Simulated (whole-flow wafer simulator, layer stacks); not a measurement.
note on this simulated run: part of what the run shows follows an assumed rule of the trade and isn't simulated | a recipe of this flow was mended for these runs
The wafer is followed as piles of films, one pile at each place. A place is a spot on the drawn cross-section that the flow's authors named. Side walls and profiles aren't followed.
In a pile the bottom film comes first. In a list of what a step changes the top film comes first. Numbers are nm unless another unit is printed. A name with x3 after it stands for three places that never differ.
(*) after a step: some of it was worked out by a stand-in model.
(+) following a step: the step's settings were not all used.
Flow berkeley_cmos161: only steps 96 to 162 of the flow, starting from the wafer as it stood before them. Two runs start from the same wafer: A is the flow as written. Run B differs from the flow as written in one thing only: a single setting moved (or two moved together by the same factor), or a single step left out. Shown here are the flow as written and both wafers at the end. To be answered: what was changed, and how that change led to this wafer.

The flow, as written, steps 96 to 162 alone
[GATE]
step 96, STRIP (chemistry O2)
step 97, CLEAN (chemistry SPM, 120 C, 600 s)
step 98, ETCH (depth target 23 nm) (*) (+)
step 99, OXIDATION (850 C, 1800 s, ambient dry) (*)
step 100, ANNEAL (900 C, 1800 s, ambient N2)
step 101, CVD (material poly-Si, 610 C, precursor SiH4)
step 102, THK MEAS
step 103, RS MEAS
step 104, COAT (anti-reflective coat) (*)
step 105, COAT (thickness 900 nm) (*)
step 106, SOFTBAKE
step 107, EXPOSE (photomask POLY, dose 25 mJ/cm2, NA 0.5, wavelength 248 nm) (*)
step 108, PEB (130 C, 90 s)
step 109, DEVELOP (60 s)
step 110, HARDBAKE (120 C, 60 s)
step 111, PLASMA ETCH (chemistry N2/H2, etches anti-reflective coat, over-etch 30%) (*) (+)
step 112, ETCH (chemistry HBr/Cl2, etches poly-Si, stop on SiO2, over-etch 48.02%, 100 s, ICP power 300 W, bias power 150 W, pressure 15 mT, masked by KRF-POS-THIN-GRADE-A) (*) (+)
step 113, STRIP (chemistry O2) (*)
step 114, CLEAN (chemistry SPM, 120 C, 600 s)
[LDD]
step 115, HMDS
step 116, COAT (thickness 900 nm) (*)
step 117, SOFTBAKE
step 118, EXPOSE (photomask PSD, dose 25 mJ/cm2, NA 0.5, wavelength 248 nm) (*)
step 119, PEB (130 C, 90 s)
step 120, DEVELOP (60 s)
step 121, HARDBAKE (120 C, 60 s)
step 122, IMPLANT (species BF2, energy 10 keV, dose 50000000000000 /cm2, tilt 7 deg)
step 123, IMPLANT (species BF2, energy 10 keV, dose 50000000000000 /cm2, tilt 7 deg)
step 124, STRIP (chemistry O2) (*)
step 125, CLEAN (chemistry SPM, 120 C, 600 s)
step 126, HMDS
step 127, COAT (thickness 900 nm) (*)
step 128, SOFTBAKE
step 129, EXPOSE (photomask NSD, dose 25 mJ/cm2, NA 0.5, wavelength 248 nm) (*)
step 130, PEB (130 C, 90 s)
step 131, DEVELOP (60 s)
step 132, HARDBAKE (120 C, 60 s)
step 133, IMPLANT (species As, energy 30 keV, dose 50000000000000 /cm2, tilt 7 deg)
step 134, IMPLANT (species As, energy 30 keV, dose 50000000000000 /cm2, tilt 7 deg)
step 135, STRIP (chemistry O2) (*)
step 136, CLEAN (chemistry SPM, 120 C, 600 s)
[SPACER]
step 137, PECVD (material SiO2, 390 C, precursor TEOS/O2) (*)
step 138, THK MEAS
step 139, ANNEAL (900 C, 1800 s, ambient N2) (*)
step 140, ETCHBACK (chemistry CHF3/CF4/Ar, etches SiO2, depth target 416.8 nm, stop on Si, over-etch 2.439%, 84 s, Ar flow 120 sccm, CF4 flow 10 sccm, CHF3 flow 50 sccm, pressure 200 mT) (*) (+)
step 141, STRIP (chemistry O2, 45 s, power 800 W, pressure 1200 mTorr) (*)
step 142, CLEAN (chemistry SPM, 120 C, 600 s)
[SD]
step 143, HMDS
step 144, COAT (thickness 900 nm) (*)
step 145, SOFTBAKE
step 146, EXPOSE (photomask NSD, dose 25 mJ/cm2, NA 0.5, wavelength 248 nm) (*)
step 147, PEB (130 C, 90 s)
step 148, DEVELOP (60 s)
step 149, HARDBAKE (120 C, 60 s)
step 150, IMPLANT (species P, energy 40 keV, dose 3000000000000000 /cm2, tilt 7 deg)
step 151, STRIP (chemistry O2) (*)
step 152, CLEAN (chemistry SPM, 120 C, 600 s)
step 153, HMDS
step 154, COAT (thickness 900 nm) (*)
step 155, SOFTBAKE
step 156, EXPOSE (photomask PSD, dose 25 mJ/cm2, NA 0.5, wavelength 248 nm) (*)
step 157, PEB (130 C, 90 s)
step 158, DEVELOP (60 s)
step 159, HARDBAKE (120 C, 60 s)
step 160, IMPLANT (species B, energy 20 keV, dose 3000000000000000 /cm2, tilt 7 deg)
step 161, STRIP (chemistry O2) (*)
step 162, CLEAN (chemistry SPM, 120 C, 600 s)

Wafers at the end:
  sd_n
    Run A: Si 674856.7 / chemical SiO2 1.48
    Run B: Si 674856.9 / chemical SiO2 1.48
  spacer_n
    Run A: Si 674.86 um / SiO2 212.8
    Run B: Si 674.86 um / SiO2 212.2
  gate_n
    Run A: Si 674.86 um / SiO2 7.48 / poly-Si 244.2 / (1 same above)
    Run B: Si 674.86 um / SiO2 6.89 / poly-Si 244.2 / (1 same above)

What caused this: step 99, OXIDATION: 842 C was run, while the flow as written has 850 C.

The path from the change to this, step by step:
  step 99, OXIDATION (850 C, 1800 s, ambient dry) (*)
      sd_n, spacer_n, gate_n, sd_p, spacer_p, gate_p, contact, m1: A SiO2 gains 7.48 (new film), Si loses 3.29 | B SiO2 gains 6.89 (new film), Si loses 3.03
